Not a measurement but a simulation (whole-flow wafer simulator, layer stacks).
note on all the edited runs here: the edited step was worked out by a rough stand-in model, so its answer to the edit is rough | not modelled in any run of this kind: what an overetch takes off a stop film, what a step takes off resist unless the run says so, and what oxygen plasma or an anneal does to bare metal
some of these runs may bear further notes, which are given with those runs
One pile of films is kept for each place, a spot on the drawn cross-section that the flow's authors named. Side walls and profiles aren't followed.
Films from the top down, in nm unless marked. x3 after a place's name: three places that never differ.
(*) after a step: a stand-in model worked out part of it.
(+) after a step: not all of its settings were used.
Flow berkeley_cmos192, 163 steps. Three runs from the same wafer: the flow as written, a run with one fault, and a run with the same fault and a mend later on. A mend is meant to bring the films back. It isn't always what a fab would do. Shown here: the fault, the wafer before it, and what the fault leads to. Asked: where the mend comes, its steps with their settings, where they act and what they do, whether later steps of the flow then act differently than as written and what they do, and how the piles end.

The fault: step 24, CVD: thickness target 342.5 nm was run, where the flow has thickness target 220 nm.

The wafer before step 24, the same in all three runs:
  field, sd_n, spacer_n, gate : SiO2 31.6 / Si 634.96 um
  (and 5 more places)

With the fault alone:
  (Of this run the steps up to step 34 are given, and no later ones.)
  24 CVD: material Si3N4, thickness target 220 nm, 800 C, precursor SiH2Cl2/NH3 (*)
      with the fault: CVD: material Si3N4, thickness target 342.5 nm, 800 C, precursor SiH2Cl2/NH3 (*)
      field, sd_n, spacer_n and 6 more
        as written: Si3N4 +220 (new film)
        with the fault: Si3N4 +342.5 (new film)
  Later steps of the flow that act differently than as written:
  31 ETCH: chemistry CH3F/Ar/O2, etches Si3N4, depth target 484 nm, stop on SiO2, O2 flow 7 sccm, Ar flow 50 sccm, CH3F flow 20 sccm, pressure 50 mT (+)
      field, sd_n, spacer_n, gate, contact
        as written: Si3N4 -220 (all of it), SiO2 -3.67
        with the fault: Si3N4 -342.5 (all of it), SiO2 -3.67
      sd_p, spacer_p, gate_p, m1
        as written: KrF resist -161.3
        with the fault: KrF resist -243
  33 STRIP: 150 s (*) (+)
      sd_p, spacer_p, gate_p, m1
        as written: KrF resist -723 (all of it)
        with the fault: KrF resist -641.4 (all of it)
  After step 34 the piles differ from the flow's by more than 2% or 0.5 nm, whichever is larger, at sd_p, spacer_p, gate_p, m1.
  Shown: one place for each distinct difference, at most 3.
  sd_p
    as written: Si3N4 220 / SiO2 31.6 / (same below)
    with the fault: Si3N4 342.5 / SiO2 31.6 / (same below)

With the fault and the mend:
  The mend comes after step 24.
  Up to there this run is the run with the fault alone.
  24a ETCH: chemistry h3po4, depth target 122.5 nm
      field, sd_n, spacer_n and 6 more
        Si3N4 -122.5
  No later step of the flow acts differently than as written at any place that is followed.
  At the end the piles are the same as the flow's at every place that both follow.
